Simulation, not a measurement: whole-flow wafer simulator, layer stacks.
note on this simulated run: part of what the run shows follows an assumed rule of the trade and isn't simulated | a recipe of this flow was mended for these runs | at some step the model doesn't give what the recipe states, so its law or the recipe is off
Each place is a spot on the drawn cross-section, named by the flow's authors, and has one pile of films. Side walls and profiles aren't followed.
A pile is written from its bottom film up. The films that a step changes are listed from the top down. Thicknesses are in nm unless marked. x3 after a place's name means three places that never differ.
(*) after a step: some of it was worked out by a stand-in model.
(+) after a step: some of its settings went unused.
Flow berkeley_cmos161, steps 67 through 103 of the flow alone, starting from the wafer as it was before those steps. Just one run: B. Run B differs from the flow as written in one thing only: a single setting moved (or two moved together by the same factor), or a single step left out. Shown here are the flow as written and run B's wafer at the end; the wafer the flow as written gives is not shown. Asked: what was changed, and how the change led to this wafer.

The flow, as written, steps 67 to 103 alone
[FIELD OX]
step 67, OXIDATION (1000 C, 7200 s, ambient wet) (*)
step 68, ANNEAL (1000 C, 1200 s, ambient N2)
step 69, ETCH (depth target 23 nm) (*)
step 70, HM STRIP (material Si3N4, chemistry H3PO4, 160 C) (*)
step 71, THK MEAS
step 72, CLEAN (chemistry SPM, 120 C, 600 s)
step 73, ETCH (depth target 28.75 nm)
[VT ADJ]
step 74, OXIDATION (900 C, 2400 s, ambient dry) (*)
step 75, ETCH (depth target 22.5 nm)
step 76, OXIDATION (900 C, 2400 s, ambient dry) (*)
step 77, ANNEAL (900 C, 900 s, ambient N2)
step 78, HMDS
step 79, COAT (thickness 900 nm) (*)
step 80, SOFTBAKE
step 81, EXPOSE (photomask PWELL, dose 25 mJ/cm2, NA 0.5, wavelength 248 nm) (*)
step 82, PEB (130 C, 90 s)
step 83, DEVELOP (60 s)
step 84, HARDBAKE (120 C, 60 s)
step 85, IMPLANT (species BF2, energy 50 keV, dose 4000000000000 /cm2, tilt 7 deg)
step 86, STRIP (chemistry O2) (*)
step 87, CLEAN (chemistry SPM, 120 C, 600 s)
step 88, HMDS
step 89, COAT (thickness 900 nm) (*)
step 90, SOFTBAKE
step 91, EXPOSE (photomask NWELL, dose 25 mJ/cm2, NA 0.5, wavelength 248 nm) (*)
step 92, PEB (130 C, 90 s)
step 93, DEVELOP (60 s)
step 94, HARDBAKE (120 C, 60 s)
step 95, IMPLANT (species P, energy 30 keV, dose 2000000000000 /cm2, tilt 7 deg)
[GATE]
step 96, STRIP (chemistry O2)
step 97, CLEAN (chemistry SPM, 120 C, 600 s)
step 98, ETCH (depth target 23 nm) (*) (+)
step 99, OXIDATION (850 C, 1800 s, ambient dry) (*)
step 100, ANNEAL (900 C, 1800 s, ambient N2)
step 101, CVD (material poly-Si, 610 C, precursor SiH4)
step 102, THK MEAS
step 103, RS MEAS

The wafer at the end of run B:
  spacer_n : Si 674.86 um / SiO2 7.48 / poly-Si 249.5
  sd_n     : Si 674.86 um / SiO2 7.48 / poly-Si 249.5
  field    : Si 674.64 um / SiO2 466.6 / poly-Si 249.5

What caused this: step 73, ETCH: depth target 15.81 nm was run, while the flow as written has depth target 28.75 nm.

How this came from the change, step by step:
  step 73, ETCH (depth target 28.75 nm)
      spacer_n, gate_n, spacer_p, gate_p, contact, m1: -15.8 SiO2 (as written it would have been: -17.9 SiO2 (all of it))
      sd_n, sd_p: -15.8 SiO2 (as written it would have been: -18.1 SiO2 (all of it))
      (and at 1 other place as well)
  step 74, OXIDATION (900 C, 2400 s, ambient dry) (*)
      sd_n, spacer_n, gate_n, sd_p, spacer_p, gate_p, contact, m1: +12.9 SiO2, -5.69 Si (as written it would have been: +14.9 SiO2 (new film), -6.57 Si)
